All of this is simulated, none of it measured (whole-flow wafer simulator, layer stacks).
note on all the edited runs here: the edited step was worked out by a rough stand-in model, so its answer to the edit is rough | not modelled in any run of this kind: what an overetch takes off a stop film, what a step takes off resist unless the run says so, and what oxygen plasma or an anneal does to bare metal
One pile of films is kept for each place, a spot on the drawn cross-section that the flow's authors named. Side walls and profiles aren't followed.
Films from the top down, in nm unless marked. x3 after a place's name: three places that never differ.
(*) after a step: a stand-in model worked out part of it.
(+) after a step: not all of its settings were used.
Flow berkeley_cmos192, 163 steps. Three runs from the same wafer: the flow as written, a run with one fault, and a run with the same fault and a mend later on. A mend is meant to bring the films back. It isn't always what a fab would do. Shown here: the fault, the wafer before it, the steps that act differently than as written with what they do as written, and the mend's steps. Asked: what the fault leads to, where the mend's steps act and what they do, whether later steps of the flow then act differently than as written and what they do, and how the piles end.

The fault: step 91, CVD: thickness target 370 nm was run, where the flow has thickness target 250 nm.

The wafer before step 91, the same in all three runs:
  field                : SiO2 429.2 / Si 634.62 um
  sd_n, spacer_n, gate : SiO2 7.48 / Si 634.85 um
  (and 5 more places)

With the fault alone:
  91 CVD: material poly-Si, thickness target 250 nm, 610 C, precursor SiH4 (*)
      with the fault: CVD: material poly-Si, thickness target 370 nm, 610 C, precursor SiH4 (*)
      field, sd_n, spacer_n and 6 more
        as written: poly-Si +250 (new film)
        with the fault: poly-Si +370 (new film)
  Later steps of the flow that act differently than as written (16 more steps differ only slightly, by at most 2% or 0.5 nm, whichever is larger, and aren't shown):
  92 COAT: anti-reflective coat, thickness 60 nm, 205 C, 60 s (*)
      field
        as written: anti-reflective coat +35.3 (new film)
        with the fault: anti-reflective coat +36.9 (new film)
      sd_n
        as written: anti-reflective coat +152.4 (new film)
        with the fault: anti-reflective coat +157.6 (new film)
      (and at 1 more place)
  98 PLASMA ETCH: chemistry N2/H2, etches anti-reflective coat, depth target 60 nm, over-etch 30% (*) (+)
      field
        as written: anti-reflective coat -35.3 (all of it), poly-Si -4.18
        with the fault: anti-reflective coat -36.9 (all of it), poly-Si -4.31
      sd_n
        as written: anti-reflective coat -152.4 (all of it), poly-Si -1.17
        with the fault: anti-reflective coat -157.6 (all of it), poly-Si -1.21
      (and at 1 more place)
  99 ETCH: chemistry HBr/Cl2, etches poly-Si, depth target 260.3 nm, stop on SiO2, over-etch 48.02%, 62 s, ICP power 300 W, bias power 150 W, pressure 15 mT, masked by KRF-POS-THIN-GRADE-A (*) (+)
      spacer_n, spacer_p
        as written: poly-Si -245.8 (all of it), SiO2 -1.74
        with the fault: poly-Si -365.6 (all of it), SiO2 -0.1
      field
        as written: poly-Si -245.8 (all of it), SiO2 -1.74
        with the fault: poly-Si -365.7 (all of it), SiO2 -0.1
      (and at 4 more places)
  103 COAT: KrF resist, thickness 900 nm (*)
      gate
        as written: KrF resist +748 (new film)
        with the fault: KrF resist +647.5 (new film)
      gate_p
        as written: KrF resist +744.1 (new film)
        with the fault: KrF resist +643.7 (new film)
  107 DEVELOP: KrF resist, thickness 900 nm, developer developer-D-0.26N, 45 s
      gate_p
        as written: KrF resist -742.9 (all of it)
        with the fault: KrF resist -642.7 (all of it)
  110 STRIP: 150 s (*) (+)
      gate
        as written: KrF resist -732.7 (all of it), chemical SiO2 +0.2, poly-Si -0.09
        with the fault: KrF resist -632.4 (all of it), chemical SiO2 +0.2, poly-Si -0.09
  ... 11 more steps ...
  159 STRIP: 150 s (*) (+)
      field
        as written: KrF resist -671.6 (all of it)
        with the fault: KrF resist -686.1 (all of it)
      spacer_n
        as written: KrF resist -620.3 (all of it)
        with the fault: KrF resist -556.9 (all of it)
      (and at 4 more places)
  At the end the piles differ from the flow's by more than 2% or 0.5 nm, whichever is larger, at spacer_n, gate, spacer_p, gate_p.
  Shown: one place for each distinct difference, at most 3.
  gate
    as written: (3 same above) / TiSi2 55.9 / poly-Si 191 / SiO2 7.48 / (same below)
    with the fault: (3 same above) / TiSi2 55.9 / poly-Si 311 / SiO2 7.48 / (same below)
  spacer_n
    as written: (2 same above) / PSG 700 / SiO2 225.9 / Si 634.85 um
    with the fault: (2 same above) / PSG 700 / SiO2 345.9 / Si 634.85 um
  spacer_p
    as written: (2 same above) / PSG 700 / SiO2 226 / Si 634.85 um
    with the fault: (2 same above) / PSG 700 / SiO2 346 / Si 634.85 um

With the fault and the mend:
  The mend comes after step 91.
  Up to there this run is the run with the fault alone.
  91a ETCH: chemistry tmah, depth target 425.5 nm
      field, sd_n, spacer_n and 6 more
        poly-Si -370 (all of it)
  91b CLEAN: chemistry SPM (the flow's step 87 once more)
      changes no film at any place that is followed
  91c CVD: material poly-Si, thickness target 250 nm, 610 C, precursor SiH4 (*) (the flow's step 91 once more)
      field, sd_n, spacer_n and 6 more
        poly-Si +250 (new film)
  No later step of the flow acts differently than as written at any place that is followed.
  At the end the piles are the same as the flow's at every place that both follow.
